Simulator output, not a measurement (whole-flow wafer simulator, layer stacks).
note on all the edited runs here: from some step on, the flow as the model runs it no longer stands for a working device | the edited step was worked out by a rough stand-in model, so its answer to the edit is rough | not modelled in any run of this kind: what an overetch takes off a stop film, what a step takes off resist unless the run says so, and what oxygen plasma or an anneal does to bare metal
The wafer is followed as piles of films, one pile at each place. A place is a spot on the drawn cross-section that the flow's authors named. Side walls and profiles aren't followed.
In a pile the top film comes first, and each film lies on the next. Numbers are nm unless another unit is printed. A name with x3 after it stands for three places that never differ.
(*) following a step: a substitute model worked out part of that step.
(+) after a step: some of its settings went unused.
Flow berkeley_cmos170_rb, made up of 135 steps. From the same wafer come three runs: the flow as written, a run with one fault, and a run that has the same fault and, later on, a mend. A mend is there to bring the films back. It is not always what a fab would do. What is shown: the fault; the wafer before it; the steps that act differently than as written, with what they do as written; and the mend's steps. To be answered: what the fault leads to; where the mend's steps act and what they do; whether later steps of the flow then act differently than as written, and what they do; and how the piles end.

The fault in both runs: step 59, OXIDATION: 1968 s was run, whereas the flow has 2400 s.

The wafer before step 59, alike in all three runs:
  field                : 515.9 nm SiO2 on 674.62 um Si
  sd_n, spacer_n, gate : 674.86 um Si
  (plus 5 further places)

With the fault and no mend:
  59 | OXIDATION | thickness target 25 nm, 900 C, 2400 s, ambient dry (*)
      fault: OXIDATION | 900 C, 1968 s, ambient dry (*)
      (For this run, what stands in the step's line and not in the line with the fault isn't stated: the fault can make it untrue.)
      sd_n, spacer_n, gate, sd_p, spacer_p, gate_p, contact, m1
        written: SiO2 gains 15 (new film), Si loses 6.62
        fault: SiO2 gains 13.3 (new film), Si loses 5.83
  Steps further on in the flow that do not act as written (not shown: 30 more steps that differ only slightly, by at most 2% or 0.5 nm, whichever is larger):
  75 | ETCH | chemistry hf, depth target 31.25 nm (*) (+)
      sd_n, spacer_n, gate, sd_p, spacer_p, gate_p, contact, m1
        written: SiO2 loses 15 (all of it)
        fault: SiO2 loses 13.3 (all of it)
  At the end the piles are close to the flow's at the places that both follow, differing by at most 2% or 0.5 nm, whichever is larger.

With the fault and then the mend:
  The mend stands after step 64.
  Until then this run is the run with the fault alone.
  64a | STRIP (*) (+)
      sd_p
        KrF resist loses 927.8 (all of it)
      spacer_p
        KrF resist loses 911.1 (all of it)
      gate_p
        KrF resist loses 910.2 (all of it)
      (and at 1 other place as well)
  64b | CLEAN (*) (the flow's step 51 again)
      leaves every film unchanged at each place that is followed
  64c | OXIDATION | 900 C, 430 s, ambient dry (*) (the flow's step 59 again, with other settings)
      sd_n, spacer_n, gate, sd_p, spacer_p, gate_p, contact, m1
        SiO2 gains 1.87, Si loses 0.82
      field
        SiO2 gains 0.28, Si loses 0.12
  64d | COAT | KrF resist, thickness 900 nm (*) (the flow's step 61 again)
      field
        KrF resist gains 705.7 (new film)
      sd_n
        KrF resist gains 957.4 (new film)
      spacer_n
        KrF resist gains 924.9 (new film)
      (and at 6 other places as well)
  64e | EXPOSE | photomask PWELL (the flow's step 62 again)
      leaves every film unchanged at each place that is followed
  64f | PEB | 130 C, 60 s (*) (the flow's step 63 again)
      leaves every film unchanged at each place that is followed
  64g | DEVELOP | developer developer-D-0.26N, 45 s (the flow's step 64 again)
      sd_p, spacer_p, gate_p, m1
        KrF resist loses 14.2
      field
        KrF resist loses 705.7 (all of it)
      sd_n
        KrF resist loses 957.4 (all of it)
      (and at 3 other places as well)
  Every later step of the flow that is run acts as written, at every place that is followed, to within 2% or 0.5 nm, whichever is larger.
  At the end the piles are close to the flow's at the places that both follow, differing by at most 2% or 0.5 nm, whichever is larger.
